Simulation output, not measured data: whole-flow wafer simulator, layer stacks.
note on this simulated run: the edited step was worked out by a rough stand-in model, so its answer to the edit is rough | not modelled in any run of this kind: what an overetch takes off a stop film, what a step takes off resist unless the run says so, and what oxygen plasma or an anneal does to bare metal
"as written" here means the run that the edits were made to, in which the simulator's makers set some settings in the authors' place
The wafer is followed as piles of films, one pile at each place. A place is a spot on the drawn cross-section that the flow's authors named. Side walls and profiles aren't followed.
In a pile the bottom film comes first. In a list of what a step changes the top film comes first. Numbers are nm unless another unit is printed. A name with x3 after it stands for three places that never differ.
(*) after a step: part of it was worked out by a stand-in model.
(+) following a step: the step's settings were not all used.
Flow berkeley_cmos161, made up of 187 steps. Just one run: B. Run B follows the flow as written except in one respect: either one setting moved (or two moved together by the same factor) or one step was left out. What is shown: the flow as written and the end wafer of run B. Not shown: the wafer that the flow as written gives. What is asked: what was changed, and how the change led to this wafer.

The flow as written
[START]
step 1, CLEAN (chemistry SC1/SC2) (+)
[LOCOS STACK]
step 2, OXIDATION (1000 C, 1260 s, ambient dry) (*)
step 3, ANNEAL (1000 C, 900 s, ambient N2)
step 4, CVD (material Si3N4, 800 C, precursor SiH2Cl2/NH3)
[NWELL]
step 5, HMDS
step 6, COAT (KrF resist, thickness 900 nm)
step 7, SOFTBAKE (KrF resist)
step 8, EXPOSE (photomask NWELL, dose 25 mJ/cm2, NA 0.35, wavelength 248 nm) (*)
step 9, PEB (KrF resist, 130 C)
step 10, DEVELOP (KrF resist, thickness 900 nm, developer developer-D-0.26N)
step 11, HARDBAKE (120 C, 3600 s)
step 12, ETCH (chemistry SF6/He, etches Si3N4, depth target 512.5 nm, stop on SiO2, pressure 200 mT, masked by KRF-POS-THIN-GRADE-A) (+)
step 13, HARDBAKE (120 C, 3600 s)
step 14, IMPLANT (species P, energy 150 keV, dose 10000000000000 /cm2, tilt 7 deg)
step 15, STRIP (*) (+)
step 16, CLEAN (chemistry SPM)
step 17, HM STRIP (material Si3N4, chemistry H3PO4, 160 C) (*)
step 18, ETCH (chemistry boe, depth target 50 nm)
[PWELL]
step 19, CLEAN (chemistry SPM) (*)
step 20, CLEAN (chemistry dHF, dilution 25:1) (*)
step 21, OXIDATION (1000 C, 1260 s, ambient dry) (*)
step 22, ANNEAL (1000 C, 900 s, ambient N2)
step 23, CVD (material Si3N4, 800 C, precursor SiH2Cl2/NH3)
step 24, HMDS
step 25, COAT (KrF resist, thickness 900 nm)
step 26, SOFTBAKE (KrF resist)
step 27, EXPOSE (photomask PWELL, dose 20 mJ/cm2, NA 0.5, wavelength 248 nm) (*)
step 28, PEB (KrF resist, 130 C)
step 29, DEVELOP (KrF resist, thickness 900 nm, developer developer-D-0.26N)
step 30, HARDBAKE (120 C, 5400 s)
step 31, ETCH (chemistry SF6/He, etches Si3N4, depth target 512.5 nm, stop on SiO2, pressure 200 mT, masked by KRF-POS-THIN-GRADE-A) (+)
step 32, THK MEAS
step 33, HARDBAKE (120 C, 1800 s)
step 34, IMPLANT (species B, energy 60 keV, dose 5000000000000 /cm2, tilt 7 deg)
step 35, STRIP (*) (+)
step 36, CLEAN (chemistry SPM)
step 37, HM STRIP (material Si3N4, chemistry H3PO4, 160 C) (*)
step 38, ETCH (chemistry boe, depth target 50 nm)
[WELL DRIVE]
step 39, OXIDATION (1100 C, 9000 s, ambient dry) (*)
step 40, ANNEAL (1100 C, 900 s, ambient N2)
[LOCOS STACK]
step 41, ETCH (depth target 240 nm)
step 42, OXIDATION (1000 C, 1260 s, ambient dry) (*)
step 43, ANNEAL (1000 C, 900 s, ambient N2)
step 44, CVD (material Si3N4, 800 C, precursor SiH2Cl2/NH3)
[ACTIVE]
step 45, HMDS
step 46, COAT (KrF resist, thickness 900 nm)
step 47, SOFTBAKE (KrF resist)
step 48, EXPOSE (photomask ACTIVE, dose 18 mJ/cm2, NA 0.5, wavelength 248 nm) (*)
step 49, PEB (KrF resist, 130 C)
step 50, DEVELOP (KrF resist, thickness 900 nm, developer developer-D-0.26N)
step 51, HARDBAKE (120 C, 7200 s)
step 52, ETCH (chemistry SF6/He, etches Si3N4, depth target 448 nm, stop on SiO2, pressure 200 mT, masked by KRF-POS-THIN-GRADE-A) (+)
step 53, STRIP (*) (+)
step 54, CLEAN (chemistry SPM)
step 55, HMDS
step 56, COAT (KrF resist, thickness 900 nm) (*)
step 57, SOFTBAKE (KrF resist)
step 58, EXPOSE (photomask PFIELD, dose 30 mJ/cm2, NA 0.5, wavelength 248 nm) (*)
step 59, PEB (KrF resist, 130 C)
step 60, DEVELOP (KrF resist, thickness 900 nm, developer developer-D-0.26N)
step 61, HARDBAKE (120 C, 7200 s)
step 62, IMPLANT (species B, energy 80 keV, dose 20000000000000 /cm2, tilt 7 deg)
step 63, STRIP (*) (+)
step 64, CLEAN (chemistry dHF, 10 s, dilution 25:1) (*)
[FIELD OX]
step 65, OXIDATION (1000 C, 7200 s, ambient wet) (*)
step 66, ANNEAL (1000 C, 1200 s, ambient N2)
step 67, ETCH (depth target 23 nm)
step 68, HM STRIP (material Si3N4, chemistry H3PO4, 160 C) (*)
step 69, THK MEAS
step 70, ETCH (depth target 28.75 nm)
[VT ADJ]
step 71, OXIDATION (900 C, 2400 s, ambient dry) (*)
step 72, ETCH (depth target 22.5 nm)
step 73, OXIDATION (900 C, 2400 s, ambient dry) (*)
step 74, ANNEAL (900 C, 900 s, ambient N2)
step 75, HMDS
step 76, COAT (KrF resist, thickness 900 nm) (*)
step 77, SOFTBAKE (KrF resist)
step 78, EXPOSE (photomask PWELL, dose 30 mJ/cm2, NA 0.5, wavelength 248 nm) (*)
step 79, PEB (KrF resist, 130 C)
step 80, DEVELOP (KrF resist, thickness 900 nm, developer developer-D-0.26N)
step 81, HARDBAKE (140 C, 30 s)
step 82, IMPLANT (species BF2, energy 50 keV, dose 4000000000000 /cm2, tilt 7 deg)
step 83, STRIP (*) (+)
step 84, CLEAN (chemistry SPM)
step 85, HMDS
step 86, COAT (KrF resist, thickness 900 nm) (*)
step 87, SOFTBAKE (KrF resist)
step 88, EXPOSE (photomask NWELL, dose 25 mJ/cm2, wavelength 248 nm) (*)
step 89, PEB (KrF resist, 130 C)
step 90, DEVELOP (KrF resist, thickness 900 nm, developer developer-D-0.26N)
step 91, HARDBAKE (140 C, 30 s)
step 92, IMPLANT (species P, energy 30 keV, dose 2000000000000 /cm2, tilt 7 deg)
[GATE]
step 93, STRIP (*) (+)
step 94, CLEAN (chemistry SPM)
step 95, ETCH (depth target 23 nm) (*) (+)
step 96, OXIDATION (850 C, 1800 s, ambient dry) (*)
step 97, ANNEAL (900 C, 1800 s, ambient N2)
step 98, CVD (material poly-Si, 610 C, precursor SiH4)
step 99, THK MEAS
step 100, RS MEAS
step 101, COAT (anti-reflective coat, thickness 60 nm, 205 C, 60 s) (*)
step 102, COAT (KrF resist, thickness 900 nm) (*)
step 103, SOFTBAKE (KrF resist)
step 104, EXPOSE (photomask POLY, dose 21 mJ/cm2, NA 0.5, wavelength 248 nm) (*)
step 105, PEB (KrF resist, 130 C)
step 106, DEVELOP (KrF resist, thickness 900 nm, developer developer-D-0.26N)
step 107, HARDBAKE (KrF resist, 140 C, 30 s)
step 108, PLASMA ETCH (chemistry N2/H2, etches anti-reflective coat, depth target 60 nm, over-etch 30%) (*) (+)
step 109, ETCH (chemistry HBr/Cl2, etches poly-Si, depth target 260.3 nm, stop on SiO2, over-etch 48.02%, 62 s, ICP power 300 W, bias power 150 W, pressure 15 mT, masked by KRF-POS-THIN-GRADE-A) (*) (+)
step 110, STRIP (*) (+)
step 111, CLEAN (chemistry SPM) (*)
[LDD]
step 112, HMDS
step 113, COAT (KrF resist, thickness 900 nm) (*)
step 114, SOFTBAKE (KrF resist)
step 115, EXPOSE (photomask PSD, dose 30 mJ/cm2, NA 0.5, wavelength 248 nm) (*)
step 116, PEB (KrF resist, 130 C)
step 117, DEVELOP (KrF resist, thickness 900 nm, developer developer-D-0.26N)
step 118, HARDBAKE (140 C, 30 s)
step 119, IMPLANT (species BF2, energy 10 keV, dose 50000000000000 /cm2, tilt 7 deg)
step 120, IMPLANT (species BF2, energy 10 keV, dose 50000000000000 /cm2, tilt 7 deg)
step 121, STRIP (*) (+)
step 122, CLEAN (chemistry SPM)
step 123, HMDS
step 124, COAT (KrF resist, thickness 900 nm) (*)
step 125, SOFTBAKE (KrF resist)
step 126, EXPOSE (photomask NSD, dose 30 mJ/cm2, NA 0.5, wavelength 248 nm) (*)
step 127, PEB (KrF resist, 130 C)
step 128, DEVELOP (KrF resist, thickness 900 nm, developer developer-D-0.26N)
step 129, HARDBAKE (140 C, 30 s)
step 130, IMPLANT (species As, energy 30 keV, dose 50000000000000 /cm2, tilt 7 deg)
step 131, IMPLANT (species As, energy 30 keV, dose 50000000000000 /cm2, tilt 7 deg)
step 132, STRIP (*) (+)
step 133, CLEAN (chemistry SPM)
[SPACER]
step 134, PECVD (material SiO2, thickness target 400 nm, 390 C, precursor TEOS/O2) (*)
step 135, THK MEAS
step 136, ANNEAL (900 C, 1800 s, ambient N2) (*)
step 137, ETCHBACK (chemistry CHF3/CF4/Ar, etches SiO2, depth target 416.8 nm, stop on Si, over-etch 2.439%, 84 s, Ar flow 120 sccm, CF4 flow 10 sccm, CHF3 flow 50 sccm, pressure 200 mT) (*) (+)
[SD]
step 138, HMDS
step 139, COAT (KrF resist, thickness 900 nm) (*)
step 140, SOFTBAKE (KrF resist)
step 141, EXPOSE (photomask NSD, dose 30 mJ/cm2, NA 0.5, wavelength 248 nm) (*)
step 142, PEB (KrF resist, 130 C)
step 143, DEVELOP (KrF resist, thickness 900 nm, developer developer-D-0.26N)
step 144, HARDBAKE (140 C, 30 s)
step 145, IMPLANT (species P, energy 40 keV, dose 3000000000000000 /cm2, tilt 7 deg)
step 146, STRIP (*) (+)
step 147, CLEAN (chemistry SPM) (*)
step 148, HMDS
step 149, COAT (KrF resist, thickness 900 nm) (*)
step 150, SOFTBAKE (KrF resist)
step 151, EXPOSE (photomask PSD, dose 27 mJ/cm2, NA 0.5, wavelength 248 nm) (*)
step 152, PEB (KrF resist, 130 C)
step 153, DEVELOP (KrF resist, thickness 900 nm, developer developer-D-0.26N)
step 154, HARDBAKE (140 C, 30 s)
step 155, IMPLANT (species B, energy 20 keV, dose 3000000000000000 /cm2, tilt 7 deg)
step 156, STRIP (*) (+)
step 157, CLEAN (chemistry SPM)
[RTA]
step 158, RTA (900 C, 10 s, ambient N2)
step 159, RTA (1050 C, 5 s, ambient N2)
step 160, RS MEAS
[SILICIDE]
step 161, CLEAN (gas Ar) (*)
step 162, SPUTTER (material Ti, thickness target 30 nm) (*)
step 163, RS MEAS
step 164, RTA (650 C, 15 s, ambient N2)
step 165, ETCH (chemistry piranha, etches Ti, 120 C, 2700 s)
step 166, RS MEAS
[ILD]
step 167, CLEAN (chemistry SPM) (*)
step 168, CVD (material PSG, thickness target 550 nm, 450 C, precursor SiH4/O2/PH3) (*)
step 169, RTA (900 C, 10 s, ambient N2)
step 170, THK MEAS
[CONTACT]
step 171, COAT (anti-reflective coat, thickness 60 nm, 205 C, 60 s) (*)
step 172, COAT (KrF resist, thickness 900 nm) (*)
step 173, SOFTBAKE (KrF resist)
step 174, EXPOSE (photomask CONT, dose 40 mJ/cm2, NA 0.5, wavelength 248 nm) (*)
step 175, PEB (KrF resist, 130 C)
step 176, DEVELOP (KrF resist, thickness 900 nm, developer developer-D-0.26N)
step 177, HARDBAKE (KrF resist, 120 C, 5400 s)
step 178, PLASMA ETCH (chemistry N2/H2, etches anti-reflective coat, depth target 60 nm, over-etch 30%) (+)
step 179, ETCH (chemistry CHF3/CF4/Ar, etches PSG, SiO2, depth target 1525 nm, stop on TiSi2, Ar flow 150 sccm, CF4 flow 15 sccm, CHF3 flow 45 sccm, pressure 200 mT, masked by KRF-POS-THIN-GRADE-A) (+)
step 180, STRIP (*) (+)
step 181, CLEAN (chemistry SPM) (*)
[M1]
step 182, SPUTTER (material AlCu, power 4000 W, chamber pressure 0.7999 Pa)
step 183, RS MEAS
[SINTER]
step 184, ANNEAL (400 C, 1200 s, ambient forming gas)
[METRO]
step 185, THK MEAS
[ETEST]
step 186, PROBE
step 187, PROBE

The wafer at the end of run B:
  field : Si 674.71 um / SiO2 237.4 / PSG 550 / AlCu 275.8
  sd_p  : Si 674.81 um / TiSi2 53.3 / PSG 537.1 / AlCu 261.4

What caused this: step 65, OXIDATION: 950 C was run, though the flow has 1000 C.

How this came from the change, step by step:
  step 65, OXIDATION (1000 C, 7200 s, ambient wet) (*)
      spacer_n, gate_n, spacer_p, gate_p, contact, m1: +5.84 SiO2 (new film), -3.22 Si3N4 (as written it would have been: +12.1 SiO2 (new film), -6.7 Si3N4)
      field: +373 SiO2, -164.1 Si (as written it would have been: +545.5 SiO2, -240 Si)
      (also at 2 further places)
  step 67, ETCH (depth target 23 nm)
      sd_n, spacer_n, gate_n, sd_p, spacer_p, gate_p, contact, m1: -5.84 SiO2 (all of it) (as written it would have been: -12.1 SiO2 (all of it))
  step 71, OXIDATION (900 C, 2400 s, ambient dry) (*)
      field: +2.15 SiO2, -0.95 Si (as written it would have been: +1.56 SiO2, -0.69 Si)
  step 73, OXIDATION (900 C, 2400 s, ambient dry) (*)
      field: +2.25 SiO2, -0.99 Si (as written it would have been: +1.61 SiO2, -0.71 Si)
  step 76, COAT (KrF resist, thickness 900 nm) (*)
      field: +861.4 KrF resist (new film) (as written it would have been: +836.5 KrF resist (new film))
      sd_n: +974.5 KrF resist (new film) (as written it would have been: +1024.5 KrF resist (new film))
      (also at 7 further places)
  step 80, DEVELOP (KrF resist, thickness 900 nm, developer developer-D-0.26N)
      field: -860 KrF resist (all of it) (as written it would have been: -835.2 KrF resist (all of it))
      sd_n: -972.9 KrF resist (all of it) (as written it would have been: -1022.8 KrF resist (all of it))
      (also at 3 further places)
  step 81, HARDBAKE (140 C, 30 s)
      sd_p: -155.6 KrF resist (as written it would have been: -162.1 KrF resist)
      spacer_p: -153.8 KrF resist (as written it would have been: -158.7 KrF resist)
      (also at 2 further places)
  step 83, STRIP (*) (+)
      sd_p: -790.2 KrF resist (all of it) (as written it would have been: -824.2 KrF resist (all of it))
      spacer_p: -780.2 KrF resist (all of it) (as written it would have been: -806.6 KrF resist (all of it))
      (also at 2 further places)
  step 86, COAT (KrF resist, thickness 900 nm) (*)
      field: +861.4 KrF resist (new film) (as written it would have been: +836.5 KrF resist (new film))
      sd_n: +974.5 KrF resist (new film) (as written it would have been: +1024.5 KrF resist (new film))
      (also at 7 further places)
  step 90, DEVELOP (KrF resist, thickness 900 nm, developer developer-D-0.26N)
      sd_p: -960 KrF resist (all of it) (as written it would have been: -1000.6 KrF resist (all of it))
      spacer_p: -948.1 KrF resist (all of it) (as written it would have been: -979.5 KrF resist (all of it))
      (also at 1 further place)
  step 91, HARDBAKE (140 C, 30 s)
      spacer_n, gate_n: -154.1 KrF resist (as written it would have been: -159.3 KrF resist)
      field: -139.4 KrF resist (as written it would have been: -135.4 KrF resist)
      (also at 3 further places)
  step 93, STRIP (*) (+)
      field: -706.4 KrF resist (all of it) (as written it would have been: -685.6 KrF resist (all of it))
      sd_n: -801 KrF resist (all of it) (as written it would have been: -842.9 KrF resist (all of it))
      (also at 4 further places)
  step 101, COAT (anti-reflective coat, thickness 60 nm, 205 C, 60 s) (*)
      field: +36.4 anti-reflective coat (new film) (as written it would have been: +35.1 anti-reflective coat (new film))
      sd_n: +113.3 anti-reflective coat (new film) (as written it would have been: +173.5 anti-reflective coat (new film))
      (also at 7 further places)
  step 102, COAT (KrF resist, thickness 900 nm) (*)
      spacer_n: +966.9 KrF resist (new film) (as written it would have been: +1040.8 KrF resist (new film))
      gate_n: +968.7 KrF resist (new film) (as written it would have been: +1043.6 KrF resist (new film))
      (also at 5 further places)
  step 106, DEVELOP (KrF resist, thickness 900 nm, developer developer-D-0.26N)
      spacer_n: -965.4 KrF resist (all of it) (as written it would have been: -1039 KrF resist (all of it))
      sd_p: -931.9 KrF resist (all of it) (as written it would have been: -964.2 KrF resist (all of it))
      (also at 3 further places)
  step 107, HARDBAKE (KrF resist, 140 C, 30 s)
      gate_n: -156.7 KrF resist (as written it would have been: -168.8 KrF resist)
      gate_p: -155.2 KrF resist (as written it would have been: -163.3 KrF resist)
  ... 25 further steps ...
  step 182, SPUTTER (material AlCu, power 4000 W, chamber pressure 0.7999 Pa)
      sd_p: +261.4 AlCu (new film) (as written it would have been: +234.7 AlCu (new film))
